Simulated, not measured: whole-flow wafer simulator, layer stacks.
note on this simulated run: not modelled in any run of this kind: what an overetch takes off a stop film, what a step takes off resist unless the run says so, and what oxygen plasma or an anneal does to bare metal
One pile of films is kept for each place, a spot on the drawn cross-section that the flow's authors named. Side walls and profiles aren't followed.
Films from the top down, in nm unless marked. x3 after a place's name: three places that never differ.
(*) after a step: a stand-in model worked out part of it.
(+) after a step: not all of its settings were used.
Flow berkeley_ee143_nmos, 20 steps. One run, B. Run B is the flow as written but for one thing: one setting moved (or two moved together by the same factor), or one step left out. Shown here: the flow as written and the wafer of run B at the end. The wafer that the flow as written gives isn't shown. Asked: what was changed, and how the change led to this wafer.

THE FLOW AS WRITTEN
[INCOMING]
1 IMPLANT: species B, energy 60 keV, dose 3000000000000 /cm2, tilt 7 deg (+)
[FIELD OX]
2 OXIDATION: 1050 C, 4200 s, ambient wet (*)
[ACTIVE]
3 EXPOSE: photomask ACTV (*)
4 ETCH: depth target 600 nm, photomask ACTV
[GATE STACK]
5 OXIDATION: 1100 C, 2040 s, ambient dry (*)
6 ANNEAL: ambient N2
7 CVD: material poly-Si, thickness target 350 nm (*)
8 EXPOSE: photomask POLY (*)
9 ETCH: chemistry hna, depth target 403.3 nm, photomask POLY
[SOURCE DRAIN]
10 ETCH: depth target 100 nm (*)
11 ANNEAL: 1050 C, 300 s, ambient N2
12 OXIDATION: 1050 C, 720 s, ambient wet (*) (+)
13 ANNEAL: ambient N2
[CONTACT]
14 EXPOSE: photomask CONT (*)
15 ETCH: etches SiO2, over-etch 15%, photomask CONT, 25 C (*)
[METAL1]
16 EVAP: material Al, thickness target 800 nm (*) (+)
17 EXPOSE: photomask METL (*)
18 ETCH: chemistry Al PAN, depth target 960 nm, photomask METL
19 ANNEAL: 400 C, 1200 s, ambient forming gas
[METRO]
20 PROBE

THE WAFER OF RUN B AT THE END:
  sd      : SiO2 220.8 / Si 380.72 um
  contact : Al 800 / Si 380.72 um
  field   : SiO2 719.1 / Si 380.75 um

The cause: step 9, ETCH: depth target 287.9 nm was run, where the flow has depth target 403.3 nm.

How the change led to this, step by step:
  9 ETCH: chemistry hna, depth target 403.3 nm, photomask POLY
      sd, contact, field: poly-Si -287.9 (as written it would be: poly-Si -350 (all of it))
  10 ETCH: depth target 100 nm (*)
      sd, contact: nothing (as written it would be: SiO2 -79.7 (all of it))
      field: nothing (as written it would be: SiO2 -100)
  12 OXIDATION: 1050 C, 720 s, ambient wet (*) (+)
      sd, contact: poly-Si -62.1 (all of it), SiO2 +141.1 (as written it would be: SiO2 +189.4 (new film), Si -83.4)
      field: poly-Si -62.1 (all of it), SiO2 +141.1 (as written it would be: SiO2 +69.1, Si -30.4)
  15 ETCH: etches SiO2, over-etch 15%, photomask CONT, 25 C (*)
      contact: SiO2 -220.8 (all of it) (as written it would be: SiO2 -189.4 (all of it))
